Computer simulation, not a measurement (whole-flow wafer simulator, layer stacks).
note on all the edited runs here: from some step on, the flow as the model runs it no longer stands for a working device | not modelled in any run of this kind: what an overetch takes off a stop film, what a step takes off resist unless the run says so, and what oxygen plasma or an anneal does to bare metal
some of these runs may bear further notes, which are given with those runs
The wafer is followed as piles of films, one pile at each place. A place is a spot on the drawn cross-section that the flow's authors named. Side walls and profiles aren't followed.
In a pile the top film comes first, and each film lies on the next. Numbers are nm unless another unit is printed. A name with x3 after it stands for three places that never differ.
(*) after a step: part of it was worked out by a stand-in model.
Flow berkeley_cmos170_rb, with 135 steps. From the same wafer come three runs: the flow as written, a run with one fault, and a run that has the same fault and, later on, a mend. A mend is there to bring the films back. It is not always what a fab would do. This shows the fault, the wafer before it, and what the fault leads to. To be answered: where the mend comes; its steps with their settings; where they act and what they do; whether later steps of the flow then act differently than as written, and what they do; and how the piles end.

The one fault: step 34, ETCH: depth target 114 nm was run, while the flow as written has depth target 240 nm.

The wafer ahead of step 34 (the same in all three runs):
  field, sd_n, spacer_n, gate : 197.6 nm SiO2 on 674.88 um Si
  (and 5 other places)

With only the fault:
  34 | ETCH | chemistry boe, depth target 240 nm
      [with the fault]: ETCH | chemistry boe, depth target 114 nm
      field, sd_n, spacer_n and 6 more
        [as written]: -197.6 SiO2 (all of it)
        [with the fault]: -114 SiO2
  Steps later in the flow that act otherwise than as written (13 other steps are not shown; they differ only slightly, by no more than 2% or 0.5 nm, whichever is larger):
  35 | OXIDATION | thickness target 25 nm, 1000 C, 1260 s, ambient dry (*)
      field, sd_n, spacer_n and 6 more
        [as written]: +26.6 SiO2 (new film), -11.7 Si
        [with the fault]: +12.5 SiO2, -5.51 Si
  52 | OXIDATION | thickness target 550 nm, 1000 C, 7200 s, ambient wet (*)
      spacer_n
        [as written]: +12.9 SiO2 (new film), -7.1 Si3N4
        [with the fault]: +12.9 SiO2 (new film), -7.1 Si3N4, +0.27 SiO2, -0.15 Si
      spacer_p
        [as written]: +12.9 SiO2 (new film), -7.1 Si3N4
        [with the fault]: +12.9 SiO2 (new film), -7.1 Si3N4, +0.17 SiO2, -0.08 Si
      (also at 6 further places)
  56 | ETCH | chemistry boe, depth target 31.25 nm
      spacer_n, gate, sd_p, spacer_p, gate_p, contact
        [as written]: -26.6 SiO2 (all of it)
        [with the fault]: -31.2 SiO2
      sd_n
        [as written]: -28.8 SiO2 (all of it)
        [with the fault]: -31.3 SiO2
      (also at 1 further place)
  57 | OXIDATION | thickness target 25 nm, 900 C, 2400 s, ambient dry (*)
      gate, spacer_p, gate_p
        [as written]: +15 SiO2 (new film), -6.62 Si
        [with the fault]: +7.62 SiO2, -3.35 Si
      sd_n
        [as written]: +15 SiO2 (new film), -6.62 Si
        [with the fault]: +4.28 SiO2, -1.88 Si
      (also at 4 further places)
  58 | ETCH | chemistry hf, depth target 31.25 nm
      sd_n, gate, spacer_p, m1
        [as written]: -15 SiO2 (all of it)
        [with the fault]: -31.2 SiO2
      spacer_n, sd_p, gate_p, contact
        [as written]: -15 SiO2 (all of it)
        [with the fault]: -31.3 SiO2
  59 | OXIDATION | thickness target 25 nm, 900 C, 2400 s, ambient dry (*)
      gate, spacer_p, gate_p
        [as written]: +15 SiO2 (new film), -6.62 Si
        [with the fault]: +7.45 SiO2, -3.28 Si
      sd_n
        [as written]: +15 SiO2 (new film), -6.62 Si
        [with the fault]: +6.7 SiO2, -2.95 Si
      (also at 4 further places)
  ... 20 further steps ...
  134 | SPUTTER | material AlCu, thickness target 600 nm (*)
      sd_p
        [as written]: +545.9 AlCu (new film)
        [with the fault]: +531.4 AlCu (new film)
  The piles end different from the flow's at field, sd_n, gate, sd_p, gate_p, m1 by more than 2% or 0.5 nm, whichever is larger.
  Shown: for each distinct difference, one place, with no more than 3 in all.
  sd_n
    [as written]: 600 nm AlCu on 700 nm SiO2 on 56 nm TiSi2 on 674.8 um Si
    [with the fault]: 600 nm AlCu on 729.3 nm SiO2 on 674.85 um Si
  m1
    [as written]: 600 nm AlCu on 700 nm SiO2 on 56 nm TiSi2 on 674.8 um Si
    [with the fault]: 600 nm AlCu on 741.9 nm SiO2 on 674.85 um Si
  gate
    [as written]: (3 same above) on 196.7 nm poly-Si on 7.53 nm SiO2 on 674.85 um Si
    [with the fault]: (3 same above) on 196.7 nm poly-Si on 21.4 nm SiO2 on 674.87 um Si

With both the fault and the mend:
  The mend stands after step 34.
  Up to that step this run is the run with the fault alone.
  34a | ETCH | chemistry boe, depth target 126 nm (the flow's step 34 again, with other settings)
      field, sd_n, spacer_n and 6 more
        -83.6 SiO2 (all of it)
  Later steps of the flow that are run all act as written at every place that is followed.
  The piles end the same as the flow's at every place that both follow.
